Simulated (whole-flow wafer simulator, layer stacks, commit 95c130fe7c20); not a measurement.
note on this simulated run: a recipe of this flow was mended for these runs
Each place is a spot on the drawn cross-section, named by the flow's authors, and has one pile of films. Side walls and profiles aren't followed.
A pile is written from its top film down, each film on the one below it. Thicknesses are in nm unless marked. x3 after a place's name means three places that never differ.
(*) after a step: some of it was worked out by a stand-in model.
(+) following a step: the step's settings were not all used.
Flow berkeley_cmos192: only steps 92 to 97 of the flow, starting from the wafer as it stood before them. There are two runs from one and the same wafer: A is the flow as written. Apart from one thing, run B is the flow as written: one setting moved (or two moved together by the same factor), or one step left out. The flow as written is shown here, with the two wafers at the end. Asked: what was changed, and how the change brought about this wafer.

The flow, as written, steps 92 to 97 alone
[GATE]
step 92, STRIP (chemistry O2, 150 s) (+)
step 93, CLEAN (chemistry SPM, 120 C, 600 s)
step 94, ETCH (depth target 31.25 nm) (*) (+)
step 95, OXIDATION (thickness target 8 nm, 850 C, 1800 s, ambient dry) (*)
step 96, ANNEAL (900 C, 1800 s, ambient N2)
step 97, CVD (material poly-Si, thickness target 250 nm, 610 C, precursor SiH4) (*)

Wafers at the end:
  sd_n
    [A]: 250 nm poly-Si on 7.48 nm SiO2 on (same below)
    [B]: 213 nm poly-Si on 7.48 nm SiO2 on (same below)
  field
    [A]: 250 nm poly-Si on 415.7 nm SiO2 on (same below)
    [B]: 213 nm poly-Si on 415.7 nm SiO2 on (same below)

The reason: step 97, CVD: thickness target 213 nm was run, though the flow has thickness target 250 nm.
One can read it off the wafer: sd_n has poly-Si 213, and step 97 as written asks for 250 nm.

Step by step, how the change led to this:
  step 97, CVD (material poly-Si, thickness target 250 nm, 610 C, precursor SiH4) (*)
      field, sd_n, spacer_n, gate, sd_p, spacer_p x2, contact, m1: A poly-Si gains 250 (new film) | B poly-Si gains 213 (new film)
